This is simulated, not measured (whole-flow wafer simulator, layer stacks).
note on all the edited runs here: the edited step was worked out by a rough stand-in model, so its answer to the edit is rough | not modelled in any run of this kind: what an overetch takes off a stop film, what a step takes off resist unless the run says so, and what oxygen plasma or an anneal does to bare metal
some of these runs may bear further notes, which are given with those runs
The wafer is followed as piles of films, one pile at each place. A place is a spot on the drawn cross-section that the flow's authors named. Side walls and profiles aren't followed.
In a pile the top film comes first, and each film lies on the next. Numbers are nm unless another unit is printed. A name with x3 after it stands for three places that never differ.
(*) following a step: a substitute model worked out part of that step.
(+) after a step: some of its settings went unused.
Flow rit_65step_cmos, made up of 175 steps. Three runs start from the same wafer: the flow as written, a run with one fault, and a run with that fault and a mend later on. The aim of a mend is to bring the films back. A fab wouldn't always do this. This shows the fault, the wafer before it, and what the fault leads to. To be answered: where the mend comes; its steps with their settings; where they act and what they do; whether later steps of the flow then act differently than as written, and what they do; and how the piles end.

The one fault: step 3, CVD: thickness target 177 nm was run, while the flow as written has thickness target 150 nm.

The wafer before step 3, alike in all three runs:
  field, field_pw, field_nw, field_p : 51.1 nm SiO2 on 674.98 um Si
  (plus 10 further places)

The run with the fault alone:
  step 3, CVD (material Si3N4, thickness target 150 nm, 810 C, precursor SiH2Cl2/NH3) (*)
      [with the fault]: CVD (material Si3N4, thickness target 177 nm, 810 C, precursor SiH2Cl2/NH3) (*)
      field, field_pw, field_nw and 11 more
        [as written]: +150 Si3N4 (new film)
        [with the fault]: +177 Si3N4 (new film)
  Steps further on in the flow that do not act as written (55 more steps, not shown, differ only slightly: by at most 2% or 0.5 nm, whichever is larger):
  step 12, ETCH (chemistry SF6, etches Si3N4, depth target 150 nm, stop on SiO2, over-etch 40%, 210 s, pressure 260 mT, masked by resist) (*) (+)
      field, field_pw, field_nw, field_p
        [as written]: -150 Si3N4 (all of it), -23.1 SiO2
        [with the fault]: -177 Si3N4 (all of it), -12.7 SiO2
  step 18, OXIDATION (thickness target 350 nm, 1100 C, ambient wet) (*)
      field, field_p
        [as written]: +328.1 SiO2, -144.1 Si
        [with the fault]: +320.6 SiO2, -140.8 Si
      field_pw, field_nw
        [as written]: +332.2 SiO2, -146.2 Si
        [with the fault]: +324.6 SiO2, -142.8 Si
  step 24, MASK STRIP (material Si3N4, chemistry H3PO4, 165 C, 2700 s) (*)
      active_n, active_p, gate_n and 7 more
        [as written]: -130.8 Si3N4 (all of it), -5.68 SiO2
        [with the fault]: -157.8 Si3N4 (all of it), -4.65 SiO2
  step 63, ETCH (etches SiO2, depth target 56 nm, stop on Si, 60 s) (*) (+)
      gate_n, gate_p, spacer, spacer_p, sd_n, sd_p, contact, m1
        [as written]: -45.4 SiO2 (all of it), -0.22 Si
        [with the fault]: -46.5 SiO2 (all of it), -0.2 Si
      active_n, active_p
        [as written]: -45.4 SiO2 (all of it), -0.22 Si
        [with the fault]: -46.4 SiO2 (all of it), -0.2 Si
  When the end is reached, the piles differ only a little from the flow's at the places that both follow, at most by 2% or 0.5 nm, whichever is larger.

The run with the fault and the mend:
  The mend follows step 4.
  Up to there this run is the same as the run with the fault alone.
  step 4a, ETCHBACK (chemistry SF6/CHF3, etches Si3N4, depth target 27 nm, CHF3 flow 30 sccm, pressure 40 mT) (*) (+)
      field, field_pw, field_nw and 11 more
        -27 Si3N4
  Later steps of the flow that are run all act as written at every place that is followed.
  At every place that both follow, the piles at the end match the flow's.
